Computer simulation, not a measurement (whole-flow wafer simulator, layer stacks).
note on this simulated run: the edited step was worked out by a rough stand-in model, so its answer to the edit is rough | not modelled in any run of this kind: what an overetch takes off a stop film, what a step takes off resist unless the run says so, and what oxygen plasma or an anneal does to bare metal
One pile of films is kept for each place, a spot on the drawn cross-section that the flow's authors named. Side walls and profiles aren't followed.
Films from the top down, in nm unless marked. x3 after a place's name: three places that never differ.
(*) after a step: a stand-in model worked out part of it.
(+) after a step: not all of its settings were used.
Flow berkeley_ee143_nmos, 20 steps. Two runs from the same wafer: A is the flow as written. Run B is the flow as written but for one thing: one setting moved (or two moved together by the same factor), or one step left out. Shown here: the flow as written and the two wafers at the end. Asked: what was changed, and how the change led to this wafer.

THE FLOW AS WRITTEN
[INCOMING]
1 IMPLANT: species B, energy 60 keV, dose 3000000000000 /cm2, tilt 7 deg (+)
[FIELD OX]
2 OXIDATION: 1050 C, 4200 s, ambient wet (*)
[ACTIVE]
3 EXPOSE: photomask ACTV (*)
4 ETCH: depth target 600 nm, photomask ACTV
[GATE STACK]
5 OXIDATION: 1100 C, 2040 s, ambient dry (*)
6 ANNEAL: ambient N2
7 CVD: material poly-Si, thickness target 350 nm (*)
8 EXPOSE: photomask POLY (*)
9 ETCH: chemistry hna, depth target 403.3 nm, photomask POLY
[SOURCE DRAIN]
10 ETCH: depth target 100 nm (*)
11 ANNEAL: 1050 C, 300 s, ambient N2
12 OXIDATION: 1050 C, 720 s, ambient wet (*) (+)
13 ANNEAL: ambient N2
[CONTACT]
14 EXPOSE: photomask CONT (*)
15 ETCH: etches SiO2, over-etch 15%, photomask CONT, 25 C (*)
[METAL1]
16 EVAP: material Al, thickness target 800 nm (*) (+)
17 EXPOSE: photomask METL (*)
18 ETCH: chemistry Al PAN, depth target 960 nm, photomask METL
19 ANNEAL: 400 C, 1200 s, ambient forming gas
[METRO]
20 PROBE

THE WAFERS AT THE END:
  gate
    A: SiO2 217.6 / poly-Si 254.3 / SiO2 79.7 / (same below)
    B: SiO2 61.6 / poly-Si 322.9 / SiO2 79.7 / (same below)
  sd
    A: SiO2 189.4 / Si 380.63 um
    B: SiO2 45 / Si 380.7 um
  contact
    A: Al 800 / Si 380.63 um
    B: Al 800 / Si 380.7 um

The cause: step 12, OXIDATION: 919 C was run, where the flow has 1050 C.

How the change led to this, step by step:
  12 OXIDATION: 1050 C, 720 s, ambient wet (*) (+)
      sd, contact: A SiO2 +189.4 (new film), Si -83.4 | B SiO2 +45 (new film), Si -19.8
      gate: A SiO2 +217.6 (new film), poly-Si -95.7 | B SiO2 +61.6 (new film), poly-Si -27.1
      (and at 1 more place)
  15 ETCH: etches SiO2, over-etch 15%, photomask CONT, 25 C (*)
      contact: A SiO2 -189.4 (all of it) | B SiO2 -45 (all of it)
